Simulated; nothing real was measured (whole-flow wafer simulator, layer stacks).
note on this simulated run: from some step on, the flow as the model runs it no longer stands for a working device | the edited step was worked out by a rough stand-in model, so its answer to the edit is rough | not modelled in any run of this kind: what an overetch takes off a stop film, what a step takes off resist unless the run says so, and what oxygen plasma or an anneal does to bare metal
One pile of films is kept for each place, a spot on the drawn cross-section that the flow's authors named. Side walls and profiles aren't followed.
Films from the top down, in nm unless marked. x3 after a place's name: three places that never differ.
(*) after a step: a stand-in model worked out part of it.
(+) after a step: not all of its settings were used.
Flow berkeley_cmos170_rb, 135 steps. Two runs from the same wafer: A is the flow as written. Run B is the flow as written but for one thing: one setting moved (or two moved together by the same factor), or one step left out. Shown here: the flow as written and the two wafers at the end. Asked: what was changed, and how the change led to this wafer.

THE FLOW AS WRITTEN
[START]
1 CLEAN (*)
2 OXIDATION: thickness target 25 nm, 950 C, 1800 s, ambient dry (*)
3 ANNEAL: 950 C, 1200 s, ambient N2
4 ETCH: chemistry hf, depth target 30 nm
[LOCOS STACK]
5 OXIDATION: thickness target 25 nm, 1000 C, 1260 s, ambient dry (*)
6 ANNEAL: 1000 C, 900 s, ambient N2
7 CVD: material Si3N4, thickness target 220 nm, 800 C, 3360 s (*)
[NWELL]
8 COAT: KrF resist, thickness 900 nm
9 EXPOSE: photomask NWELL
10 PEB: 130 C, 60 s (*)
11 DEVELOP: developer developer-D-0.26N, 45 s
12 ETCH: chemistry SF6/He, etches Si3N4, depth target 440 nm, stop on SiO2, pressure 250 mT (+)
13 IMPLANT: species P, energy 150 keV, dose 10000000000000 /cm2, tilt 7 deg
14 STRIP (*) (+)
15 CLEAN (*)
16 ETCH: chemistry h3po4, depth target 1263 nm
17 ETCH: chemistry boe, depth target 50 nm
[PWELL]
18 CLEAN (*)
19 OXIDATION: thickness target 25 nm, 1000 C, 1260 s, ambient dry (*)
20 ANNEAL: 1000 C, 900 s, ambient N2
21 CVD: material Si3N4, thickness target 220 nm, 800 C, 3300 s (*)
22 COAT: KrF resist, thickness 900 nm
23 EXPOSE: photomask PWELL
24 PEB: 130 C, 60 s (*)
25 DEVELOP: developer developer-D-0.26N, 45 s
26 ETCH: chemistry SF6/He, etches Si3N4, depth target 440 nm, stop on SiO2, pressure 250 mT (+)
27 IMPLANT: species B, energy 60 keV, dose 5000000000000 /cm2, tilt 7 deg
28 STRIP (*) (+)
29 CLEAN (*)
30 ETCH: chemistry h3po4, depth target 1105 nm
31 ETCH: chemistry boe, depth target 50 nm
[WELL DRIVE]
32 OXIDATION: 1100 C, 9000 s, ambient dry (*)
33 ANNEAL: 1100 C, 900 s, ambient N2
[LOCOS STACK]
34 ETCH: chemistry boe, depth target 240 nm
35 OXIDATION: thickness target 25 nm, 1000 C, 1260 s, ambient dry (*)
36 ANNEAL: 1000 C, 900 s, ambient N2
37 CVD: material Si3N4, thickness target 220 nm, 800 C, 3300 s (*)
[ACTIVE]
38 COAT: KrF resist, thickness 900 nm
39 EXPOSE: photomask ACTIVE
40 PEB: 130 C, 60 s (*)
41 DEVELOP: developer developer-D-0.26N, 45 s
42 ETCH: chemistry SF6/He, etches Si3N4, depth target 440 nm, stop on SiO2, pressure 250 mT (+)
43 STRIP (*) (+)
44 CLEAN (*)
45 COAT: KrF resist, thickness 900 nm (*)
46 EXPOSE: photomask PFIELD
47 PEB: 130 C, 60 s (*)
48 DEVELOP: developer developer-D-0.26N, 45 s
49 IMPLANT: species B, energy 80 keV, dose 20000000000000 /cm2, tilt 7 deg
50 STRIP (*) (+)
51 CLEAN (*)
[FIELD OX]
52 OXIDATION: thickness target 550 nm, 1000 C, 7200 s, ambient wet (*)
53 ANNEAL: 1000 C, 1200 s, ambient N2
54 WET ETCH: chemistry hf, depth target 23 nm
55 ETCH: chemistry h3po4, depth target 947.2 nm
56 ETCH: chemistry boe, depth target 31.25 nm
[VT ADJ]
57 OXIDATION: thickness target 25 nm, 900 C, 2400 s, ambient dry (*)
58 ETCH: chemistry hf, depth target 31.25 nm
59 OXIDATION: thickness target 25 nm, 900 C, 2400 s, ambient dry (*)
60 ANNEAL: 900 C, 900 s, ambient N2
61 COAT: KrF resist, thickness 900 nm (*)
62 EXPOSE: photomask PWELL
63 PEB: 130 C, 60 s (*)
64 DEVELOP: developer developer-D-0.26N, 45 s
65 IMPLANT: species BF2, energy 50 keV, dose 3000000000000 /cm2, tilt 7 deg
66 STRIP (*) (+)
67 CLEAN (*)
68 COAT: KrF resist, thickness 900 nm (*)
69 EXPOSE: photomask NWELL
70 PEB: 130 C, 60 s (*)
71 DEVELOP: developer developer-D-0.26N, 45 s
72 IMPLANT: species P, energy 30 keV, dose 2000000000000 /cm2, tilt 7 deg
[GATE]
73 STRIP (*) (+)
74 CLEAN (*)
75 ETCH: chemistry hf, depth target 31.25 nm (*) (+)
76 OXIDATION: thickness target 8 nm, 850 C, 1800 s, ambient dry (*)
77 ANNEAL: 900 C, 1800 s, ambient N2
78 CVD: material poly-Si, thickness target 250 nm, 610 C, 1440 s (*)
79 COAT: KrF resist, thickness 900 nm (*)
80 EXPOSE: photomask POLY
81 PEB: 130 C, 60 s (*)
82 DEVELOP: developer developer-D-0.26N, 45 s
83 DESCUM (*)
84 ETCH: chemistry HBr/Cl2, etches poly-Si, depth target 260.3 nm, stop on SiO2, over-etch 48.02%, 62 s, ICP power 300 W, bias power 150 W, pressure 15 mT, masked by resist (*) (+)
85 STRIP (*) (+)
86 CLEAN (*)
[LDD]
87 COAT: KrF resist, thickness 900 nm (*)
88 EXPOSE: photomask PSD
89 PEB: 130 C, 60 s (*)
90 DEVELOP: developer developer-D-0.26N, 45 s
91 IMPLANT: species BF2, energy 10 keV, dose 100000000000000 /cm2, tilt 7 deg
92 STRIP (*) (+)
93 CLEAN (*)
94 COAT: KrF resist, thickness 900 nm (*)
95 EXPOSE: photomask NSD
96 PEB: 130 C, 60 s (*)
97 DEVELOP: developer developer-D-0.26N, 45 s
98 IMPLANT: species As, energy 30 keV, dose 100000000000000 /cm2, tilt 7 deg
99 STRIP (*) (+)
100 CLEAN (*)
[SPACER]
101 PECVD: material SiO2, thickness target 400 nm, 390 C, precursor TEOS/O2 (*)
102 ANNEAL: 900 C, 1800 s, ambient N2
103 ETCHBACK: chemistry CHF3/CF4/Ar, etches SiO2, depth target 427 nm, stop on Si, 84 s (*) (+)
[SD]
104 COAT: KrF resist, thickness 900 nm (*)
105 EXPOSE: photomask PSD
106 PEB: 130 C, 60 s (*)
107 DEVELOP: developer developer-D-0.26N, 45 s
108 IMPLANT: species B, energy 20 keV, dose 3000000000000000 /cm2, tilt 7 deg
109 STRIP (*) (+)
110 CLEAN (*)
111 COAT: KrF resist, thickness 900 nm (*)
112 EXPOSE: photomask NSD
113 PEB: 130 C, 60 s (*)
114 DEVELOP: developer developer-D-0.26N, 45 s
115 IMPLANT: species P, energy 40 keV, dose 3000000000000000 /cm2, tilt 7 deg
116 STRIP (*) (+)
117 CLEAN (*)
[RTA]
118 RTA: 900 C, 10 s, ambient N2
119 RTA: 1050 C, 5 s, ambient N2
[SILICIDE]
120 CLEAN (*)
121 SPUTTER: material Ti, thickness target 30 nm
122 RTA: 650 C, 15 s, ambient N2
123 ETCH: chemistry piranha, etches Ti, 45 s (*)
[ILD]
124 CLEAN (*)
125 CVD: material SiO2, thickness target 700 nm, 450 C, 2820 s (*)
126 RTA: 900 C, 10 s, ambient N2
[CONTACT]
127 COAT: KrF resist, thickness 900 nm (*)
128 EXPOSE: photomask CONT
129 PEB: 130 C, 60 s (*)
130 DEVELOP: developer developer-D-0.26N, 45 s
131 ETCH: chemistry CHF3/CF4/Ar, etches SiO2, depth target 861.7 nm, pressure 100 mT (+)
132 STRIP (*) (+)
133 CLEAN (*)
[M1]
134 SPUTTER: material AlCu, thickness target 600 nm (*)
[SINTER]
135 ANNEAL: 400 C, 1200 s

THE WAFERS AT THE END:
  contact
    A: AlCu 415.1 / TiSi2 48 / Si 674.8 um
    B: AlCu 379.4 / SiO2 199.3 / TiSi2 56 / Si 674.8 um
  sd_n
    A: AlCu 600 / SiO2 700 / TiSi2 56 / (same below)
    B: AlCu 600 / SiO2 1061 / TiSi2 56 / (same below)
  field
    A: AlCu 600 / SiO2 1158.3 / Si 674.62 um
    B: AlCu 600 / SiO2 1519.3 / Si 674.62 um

The cause: step 125, CVD: thickness target 1061 nm was run, where the flow has thickness target 700 nm; step 125, CVD: 4275 s was run, where the flow has 2820 s.
It can be read off the wafer: sd_n has SiO2 1061, and step 125 as written asks for 700 nm.

How the change led to this, step by step:
  125 CVD: material SiO2, thickness target 700 nm, 450 C, 2820 s (*)
      sd_n, gate, gate_p, contact, m1: A SiO2 +700 (new film) | B SiO2 +1061 (new film)
      field, spacer_n, spacer_p: A SiO2 +700 | B SiO2 +1061
      (and at 1 more place)
  131 ETCH: chemistry CHF3/CF4/Ar, etches SiO2, depth target 861.7 nm, pressure 100 mT (+)
      contact: A SiO2 -700 (all of it), TiSi2 -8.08 | B SiO2 -861.7
  134 SPUTTER: material AlCu, thickness target 600 nm (*)
      contact: A AlCu +415.1 (new film) | B AlCu +379.4 (new film)
